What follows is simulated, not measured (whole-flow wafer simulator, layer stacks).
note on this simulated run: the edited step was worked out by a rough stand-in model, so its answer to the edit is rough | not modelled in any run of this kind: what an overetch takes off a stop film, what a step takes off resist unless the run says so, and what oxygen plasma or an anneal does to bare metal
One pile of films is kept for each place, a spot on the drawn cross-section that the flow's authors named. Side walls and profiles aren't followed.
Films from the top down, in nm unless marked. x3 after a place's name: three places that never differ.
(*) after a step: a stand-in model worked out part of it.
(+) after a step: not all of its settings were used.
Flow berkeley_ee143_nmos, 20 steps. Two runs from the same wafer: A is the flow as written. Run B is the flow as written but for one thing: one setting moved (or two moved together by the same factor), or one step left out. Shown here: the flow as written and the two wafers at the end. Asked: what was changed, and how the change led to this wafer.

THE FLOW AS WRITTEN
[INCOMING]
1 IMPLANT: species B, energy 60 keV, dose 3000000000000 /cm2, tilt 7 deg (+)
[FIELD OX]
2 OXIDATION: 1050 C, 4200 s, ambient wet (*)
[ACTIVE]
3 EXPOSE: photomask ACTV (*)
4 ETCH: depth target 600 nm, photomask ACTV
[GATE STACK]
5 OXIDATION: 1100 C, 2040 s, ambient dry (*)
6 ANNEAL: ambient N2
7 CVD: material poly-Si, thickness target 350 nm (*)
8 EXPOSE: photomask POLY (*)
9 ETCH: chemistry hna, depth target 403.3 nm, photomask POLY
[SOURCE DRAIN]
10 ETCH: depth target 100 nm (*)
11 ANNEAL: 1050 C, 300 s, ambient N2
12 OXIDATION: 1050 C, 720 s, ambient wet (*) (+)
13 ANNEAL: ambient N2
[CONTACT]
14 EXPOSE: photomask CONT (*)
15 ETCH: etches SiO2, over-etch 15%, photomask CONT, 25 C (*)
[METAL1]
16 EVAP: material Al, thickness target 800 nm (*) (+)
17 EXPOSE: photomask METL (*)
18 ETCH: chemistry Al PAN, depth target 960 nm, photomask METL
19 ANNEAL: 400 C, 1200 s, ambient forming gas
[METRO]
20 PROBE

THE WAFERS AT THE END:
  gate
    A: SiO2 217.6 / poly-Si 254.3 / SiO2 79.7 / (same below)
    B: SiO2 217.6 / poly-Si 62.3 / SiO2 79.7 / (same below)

The cause: step 7, CVD: thickness target 158 nm was run, where the flow has thickness target 350 nm.

How the change led to this, step by step:
  7 CVD: material poly-Si, thickness target 350 nm (*)
      gate, sd, contact, field: A poly-Si +350 (new film) | B poly-Si +158 (new film)
  9 ETCH: chemistry hna, depth target 403.3 nm, photomask POLY
      sd, contact, field: A poly-Si -350 (all of it) | B poly-Si -158 (all of it)
